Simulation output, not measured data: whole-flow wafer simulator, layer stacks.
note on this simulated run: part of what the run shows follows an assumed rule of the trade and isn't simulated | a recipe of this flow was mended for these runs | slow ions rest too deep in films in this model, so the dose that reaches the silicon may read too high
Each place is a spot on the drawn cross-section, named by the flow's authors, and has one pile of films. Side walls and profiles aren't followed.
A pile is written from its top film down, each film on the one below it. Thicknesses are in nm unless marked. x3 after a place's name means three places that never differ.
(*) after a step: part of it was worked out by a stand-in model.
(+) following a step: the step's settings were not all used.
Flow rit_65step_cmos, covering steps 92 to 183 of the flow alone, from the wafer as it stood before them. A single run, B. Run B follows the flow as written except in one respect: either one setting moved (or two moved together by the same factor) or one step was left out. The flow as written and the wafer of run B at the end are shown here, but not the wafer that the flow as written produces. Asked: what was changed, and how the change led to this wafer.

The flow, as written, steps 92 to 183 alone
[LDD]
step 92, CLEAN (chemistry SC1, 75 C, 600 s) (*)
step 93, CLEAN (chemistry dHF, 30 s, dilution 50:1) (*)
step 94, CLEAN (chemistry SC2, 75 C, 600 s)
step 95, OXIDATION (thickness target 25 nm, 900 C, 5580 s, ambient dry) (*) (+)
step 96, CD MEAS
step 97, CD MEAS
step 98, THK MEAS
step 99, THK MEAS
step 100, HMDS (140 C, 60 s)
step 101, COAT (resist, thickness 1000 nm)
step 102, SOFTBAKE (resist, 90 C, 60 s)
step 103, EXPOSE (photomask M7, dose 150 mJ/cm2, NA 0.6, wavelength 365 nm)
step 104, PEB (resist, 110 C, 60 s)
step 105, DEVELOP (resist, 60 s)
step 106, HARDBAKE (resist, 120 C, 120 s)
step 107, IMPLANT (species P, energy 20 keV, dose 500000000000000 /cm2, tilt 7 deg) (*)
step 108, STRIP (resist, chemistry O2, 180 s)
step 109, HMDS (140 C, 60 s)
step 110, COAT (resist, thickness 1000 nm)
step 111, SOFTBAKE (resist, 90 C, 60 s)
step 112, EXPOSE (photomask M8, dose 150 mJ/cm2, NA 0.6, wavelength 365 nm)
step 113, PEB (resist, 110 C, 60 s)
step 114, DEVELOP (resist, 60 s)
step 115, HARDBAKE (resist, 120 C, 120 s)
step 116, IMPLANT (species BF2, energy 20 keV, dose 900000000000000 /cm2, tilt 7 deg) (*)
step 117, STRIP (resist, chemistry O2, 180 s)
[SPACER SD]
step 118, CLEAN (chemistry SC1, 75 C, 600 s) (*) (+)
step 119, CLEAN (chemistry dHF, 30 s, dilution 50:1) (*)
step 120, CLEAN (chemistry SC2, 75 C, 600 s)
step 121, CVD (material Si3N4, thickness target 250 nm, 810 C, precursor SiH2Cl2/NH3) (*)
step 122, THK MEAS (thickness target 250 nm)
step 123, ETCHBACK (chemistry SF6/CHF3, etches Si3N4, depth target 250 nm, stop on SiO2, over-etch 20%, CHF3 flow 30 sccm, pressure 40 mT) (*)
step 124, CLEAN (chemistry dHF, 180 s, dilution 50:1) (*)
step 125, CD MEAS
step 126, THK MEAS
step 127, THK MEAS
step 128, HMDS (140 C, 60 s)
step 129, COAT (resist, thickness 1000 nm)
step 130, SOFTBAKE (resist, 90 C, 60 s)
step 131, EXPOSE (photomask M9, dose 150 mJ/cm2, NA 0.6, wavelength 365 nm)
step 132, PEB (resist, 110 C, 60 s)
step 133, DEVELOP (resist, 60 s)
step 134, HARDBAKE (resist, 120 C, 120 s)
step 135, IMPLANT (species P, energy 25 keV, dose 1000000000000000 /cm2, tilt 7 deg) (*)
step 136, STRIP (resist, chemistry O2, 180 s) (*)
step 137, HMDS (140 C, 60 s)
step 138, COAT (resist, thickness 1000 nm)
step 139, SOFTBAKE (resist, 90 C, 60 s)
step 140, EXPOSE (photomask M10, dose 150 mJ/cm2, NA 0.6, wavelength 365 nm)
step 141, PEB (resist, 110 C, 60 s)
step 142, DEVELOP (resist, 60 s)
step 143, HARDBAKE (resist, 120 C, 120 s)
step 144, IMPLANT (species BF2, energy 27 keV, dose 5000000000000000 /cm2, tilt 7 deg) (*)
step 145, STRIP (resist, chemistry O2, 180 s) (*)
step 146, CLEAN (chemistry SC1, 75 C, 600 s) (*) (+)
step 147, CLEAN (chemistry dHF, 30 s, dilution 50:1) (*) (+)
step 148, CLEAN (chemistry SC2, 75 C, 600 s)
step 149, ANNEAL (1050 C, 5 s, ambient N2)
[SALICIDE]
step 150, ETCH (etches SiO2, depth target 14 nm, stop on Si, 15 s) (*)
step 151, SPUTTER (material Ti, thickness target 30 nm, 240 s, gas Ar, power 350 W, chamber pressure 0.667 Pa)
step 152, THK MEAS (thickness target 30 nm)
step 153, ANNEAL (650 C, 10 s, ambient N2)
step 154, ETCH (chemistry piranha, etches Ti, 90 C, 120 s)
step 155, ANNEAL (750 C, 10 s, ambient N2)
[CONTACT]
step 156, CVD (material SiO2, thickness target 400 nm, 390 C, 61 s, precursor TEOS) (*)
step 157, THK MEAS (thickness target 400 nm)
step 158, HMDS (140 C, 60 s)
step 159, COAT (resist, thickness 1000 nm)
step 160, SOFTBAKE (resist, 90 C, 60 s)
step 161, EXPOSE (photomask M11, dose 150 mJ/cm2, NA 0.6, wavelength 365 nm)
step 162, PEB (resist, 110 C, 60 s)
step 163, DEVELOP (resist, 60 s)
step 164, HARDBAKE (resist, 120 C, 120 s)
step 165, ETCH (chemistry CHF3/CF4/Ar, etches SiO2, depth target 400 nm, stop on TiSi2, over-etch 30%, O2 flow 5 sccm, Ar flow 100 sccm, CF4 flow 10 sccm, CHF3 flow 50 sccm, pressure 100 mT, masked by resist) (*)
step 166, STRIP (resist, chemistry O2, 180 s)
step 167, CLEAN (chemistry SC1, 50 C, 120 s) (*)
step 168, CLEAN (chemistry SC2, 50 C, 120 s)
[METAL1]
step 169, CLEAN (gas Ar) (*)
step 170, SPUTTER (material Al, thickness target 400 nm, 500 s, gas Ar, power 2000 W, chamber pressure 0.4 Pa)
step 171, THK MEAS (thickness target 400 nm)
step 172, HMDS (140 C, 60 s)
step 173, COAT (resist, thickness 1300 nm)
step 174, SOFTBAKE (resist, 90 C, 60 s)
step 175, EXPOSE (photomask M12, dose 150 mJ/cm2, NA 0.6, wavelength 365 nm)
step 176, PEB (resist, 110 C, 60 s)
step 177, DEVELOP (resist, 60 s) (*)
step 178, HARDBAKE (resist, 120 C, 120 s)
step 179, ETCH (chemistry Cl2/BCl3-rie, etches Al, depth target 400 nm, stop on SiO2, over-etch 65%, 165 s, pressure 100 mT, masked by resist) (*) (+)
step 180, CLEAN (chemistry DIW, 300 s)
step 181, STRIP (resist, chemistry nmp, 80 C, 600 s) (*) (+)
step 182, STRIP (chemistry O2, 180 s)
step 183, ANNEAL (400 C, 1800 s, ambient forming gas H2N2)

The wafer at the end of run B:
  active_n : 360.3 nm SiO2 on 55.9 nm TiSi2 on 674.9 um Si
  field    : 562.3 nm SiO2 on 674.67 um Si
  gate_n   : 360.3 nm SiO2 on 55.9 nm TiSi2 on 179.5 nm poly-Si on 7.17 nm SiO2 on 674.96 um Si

Cause: step 103, EXPOSE: photomask M8 was run, though the flow has photomask M7.

The path from the change to this, step by step:
  step 105, DEVELOP (resist, 60 s)
      field: nothing (as written it would have been: -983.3 resist (all of it))
      field_p: -989.5 resist (all of it) (as written it would have been: -0.01 resist)
      (also at 10 further places)
  step 106, HARDBAKE (resist, 120 C, 120 s)
      sd_n, contact, m1: -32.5 resist (as written it would have been: nothing)
      active_p, sd_p: nothing (as written it would have been: -32.4 resist)
      (also at 7 further places)
  step 108, STRIP (resist, chemistry O2, 180 s)
      field: -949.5 resist (all of it) (as written it would have been: nothing)
      field_p: nothing (as written it would have been: -955.4 resist (all of it))
      (also at 10 further places)
  step 119, CLEAN (chemistry dHF, 30 s, dilution 50:1) (*)
      field, active_n, gate_n, spacer, sd_n, contact, m1: -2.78 SiO2 (as written it would have been: -10.5 SiO2)
  step 124, CLEAN (chemistry dHF, 180 s, dilution 50:1) (*)
      active_n, sd_n, contact, m1: -16.7 SiO2 (as written it would have been: -12.5 SiO2 (all of it))
      gate_n: -16.7 SiO2 (as written it would have been: -14.9 SiO2 (all of it))
  step 136, STRIP (resist, chemistry O2, 180 s) (*)
      active_n, sd_n, contact, m1: nothing (as written it would have been: +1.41 chemical SiO2 (new film), -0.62 Si)
      gate_n: nothing (as written it would have been: +1.41 chemical SiO2 (new film), -0.62 poly-Si)
  step 146, CLEAN (chemistry SC1, 75 C, 600 s) (*) (+)
      active_n, sd_n, contact, m1: -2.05 SiO2 (as written it would have been: -1.02 chemical SiO2, -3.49 Si)
      gate_n: -2.05 SiO2 (as written it would have been: -1.02 chemical SiO2, -3.49 poly-Si)
  step 147, CLEAN (chemistry dHF, 30 s, dilution 50:1) (*) (+)
      active_n, sd_n, contact, m1: -1.56 SiO2 (all of it) (as written it would have been: -0.6 chemical SiO2 (all of it))
      gate_n: -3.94 SiO2 (all of it) (as written it would have been: -0.6 chemical SiO2 (all of it))
